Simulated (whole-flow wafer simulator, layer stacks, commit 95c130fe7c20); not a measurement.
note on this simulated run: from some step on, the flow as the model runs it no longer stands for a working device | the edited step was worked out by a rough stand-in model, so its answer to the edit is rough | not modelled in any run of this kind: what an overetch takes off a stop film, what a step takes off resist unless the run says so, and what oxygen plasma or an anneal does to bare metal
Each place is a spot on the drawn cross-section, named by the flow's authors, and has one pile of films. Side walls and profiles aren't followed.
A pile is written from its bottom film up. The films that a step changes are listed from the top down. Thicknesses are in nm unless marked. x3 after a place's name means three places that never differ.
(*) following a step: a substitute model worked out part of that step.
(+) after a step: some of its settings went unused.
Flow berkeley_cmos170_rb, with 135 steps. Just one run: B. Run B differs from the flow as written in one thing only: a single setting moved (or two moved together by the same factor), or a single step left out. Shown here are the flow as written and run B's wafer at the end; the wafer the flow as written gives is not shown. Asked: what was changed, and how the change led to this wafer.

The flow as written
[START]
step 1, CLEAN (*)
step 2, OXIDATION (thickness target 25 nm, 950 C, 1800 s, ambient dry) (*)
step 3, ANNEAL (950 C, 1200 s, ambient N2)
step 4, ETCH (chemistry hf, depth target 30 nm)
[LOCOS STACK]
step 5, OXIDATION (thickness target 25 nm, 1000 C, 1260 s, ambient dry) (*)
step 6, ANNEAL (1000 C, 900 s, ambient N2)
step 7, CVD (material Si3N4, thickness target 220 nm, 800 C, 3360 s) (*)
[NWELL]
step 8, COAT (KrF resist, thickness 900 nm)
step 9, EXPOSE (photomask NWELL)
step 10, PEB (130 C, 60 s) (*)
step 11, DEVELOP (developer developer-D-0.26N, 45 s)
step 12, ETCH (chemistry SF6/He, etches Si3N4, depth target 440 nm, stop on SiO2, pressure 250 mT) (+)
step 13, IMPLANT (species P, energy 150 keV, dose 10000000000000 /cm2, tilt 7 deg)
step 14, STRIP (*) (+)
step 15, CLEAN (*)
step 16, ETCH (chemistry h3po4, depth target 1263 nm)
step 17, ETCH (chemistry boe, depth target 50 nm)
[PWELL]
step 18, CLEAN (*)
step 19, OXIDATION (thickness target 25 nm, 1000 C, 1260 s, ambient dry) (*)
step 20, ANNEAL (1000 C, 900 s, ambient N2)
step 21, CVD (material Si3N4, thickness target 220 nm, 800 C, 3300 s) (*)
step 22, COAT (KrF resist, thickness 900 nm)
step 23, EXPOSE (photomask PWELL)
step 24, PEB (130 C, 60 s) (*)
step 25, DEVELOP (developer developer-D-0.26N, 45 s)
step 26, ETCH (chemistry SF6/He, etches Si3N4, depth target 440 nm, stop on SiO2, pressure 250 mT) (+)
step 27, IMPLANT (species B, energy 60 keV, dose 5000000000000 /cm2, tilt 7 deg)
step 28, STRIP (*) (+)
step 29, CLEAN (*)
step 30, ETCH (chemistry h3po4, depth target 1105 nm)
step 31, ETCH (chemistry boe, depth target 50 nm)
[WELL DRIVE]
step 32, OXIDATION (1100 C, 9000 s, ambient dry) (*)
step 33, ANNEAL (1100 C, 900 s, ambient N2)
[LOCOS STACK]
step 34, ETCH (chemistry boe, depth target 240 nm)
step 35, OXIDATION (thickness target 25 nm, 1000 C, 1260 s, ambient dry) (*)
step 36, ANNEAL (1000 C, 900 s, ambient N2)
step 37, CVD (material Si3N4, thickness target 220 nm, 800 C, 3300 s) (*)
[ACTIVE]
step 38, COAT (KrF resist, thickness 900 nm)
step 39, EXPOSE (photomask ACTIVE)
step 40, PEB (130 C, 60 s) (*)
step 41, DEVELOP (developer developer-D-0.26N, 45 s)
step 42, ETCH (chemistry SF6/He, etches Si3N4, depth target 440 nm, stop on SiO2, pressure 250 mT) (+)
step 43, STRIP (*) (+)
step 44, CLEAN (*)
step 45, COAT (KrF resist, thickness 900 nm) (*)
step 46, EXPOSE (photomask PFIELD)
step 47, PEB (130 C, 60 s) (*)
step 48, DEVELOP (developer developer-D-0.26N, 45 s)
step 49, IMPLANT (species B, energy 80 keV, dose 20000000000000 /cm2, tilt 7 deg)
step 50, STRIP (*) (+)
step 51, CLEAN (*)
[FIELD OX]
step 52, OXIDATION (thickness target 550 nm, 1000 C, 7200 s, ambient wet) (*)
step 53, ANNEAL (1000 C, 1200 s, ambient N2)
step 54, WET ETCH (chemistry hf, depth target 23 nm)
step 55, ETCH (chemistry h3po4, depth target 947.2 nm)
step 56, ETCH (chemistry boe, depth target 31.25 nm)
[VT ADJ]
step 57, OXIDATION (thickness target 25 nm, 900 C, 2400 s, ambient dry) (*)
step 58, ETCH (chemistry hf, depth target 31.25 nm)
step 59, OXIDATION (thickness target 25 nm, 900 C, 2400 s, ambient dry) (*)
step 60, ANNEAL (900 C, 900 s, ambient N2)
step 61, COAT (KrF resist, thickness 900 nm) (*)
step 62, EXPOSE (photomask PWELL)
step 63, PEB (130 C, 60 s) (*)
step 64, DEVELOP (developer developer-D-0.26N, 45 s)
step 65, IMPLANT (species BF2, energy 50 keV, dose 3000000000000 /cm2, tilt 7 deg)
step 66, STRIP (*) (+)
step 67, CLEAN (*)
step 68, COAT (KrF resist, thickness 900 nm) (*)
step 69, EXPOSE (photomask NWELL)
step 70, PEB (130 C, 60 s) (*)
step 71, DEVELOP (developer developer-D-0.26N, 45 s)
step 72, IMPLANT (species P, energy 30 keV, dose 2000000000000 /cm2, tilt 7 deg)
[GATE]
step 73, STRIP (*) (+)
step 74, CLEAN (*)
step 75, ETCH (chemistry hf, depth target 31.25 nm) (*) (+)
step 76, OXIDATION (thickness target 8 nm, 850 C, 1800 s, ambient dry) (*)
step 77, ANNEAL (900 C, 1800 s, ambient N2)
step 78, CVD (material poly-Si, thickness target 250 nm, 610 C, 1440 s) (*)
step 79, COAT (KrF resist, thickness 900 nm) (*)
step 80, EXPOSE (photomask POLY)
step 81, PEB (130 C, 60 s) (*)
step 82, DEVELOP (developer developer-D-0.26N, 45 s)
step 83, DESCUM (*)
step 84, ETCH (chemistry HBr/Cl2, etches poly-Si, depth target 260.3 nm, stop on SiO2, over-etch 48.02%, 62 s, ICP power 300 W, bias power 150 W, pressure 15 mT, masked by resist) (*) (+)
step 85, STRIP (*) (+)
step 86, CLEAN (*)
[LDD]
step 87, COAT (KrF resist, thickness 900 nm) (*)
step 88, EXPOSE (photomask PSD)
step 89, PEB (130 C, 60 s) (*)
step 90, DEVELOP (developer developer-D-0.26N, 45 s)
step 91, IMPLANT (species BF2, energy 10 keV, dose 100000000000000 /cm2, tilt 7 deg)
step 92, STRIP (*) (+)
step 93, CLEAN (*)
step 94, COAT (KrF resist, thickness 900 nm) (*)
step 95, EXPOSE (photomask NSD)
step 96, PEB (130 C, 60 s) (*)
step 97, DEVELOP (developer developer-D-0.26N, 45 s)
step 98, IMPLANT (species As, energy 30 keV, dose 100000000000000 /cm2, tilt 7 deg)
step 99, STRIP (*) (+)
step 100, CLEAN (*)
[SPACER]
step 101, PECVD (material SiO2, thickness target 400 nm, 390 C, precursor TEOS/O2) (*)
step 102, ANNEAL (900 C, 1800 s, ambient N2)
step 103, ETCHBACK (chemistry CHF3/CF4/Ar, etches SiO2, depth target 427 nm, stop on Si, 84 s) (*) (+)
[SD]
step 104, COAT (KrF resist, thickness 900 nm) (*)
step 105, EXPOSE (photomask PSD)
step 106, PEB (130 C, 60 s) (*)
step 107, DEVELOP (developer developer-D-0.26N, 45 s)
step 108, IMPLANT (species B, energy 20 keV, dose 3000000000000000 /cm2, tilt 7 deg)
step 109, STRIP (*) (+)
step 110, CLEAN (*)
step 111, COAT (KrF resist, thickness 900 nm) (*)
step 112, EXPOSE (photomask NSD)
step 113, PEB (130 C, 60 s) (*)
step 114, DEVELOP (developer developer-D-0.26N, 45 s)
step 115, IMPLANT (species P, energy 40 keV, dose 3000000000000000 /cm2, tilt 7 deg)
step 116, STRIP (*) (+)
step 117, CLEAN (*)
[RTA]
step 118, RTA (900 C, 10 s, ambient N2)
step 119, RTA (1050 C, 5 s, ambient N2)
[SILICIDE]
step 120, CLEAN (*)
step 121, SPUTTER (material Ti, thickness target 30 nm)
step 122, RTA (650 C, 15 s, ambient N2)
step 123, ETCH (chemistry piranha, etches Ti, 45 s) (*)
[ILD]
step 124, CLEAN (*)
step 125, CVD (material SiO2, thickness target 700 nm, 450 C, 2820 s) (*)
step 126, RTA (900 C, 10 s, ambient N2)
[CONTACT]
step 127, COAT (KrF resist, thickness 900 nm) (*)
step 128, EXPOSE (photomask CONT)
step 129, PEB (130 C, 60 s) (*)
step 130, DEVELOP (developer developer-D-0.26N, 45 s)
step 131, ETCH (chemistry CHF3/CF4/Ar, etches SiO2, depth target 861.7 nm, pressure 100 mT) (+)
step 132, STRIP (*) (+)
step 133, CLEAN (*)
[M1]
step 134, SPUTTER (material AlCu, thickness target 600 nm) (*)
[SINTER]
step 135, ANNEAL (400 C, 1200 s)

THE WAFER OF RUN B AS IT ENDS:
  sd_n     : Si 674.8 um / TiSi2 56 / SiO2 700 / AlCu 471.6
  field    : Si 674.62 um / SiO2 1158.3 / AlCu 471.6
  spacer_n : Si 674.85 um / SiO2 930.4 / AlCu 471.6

Cause: step 134, SPUTTER: thickness target 471.6 nm was run, whereas the flow has thickness target 600 nm.
The wafer itself shows it: sd_n has AlCu 471.6, and step 134 as written asks for 600 nm.

How this came from the change, step by step:
  step 134, SPUTTER (material AlCu, thickness target 600 nm) (*)
      field, sd_n, spacer_n, gate, spacer_p, gate_p, m1: +471.6 AlCu (new film) (in the flow as written it would be: +600 AlCu (new film))
      sd_p: +424.4 AlCu (new film) (in the flow as written it would be: +545.9 AlCu (new film))
      (and at 1 other place as well)
